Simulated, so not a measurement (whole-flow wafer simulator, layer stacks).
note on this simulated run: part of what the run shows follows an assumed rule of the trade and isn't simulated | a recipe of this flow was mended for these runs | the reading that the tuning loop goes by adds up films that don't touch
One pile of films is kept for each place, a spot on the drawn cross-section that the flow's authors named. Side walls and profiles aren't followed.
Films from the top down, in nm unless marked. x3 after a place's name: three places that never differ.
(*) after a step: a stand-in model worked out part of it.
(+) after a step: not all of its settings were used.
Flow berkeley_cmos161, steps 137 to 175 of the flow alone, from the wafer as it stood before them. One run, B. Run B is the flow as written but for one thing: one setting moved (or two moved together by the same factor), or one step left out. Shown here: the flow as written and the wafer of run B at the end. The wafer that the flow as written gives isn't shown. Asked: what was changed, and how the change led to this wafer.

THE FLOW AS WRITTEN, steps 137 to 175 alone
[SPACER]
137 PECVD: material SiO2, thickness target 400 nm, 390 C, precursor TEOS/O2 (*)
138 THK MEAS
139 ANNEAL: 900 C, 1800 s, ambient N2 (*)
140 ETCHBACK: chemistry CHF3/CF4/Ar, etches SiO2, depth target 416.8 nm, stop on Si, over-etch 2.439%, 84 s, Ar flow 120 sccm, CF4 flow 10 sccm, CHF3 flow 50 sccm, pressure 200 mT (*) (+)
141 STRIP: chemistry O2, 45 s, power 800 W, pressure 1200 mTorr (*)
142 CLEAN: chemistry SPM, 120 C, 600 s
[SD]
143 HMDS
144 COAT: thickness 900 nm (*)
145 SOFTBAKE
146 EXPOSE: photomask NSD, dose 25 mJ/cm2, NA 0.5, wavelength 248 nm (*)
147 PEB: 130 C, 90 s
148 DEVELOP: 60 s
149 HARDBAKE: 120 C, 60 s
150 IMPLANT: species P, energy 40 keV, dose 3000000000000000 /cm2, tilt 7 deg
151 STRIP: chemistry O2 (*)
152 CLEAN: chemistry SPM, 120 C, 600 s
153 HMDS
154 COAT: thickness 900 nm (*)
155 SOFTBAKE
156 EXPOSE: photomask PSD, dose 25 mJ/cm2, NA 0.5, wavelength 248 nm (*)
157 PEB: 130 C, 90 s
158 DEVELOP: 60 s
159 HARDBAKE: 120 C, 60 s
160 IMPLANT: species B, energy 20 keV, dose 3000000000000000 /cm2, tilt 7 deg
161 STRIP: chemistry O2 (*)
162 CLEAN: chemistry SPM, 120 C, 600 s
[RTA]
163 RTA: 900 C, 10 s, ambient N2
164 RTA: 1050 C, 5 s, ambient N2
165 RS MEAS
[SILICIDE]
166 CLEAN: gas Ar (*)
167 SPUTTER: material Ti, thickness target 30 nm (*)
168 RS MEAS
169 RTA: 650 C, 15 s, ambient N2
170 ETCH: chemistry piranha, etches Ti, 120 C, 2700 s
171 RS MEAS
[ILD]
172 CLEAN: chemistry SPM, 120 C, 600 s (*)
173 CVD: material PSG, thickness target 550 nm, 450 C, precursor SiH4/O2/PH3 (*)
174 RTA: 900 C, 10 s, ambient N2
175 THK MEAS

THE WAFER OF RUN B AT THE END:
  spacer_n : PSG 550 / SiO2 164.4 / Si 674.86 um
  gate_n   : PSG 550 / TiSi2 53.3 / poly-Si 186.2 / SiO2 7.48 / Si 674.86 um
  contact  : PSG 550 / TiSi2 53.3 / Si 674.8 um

The cause: step 137, PECVD: thickness target 355 nm was run, where the flow has thickness target 400 nm.

How the change led to this, step by step:
  137 PECVD: material SiO2, thickness target 400 nm, 390 C, precursor TEOS/O2 (*)
      field, sd_n, contact, m1: SiO2 +355 (as written it would be: SiO2 +400)
      spacer_n, sd_p, spacer_p: SiO2 +342.2 (as written it would be: SiO2 +385.3)
      (and at 2 more places)
  139 ANNEAL: 900 C, 1800 s, ambient N2 (*)
      field, sd_n, gate_n, gate_p, contact, m1: SiO2 -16 (as written it would be: SiO2 -18)
      spacer_n, sd_p, spacer_p: SiO2 -15.4 (as written it would be: SiO2 -17.3)
  140 ETCHBACK: chemistry CHF3/CF4/Ar, etches SiO2, depth target 416.8 nm, stop on Si, over-etch 2.439%, 84 s, Ar flow 120 sccm, CF4 flow 10 sccm, CHF3 flow 50 sccm, pressure 200 mT (*) (+)
      gate_n, gate_p: SiO2 -339 (all of it), chemical SiO2 -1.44 (all of it), poly-Si -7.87 (as written it would be: SiO2 -382 (all of it), chemical SiO2 -1.44 (all of it), poly-Si -3.96)
      sd_n: SiO2 -345 (all of it), Si -7.87 (as written it would be: SiO2 -387.9 (all of it), Si -3.96)
      (and at 3 more places)
  144 COAT: thickness 900 nm (*)
      sd_n: KrF-resist +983 (new film) (as written it would be: KrF-resist +1006.2 (new film))
      spacer_n: KrF-resist +831.5 (new film) (as written it would be: KrF-resist +813 (new film))
      (and at 4 more places)
  148 DEVELOP: 60 s
      sd_n: KrF-resist -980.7 (all of it) (as written it would be: KrF-resist -1003.8 (all of it))
      spacer_n: KrF-resist -829.6 (all of it) (as written it would be: KrF-resist -811.1 (all of it))
      (and at 2 more places)
  149 HARDBAKE: 120 C, 60 s
      sd_p: KrF-resist -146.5 (as written it would be: KrF-resist -149.5)
      spacer_p: KrF-resist -122 (as written it would be: KrF-resist -118.9)
      (and at 1 more place)
  151 STRIP: chemistry O2 (*)
      gate_p: KrF-resist -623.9 (all of it), chemical SiO2 +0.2 (as written it would be: KrF-resist -639.6 (all of it), chemical SiO2 +0.2, poly-Si -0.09)
      sd_p: KrF-resist -827.4 (all of it), chemical SiO2 +0.2, Si -0.09 (as written it would be: KrF-resist -844.3 (all of it), chemical SiO2 +0.2, Si -0.09)
      (and at 1 more place)
  154 COAT: thickness 900 nm (*)
      sd_n: KrF-resist +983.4 (new film) (as written it would be: KrF-resist +1006.1 (new film))
      spacer_n: KrF-resist +831.5 (new film) (as written it would be: KrF-resist +813.2 (new film))
      (and at 4 more places)
  158 DEVELOP: 60 s
      spacer_p: KrF-resist -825 (all of it) (as written it would be: KrF-resist -804.3 (all of it))
      gate_p: KrF-resist -749.5 (all of it) (as written it would be: KrF-resist -767.9 (all of it))
  159 HARDBAKE: 120 C, 60 s
      sd_n: KrF-resist -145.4 (as written it would be: KrF-resist -148.7)
      spacer_n: KrF-resist -122.7 (as written it would be: KrF-resist -120)
      (and at 2 more places)
  161 STRIP: chemistry O2 (*)
      sd_n: KrF-resist -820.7 (all of it), chemical SiO2 +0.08 (as written it would be: KrF-resist -840 (all of it), chemical SiO2 +0.08)
      spacer_n: KrF-resist -691.9 (all of it) (as written it would be: KrF-resist -676.4 (all of it))
      (and at 2 more places)
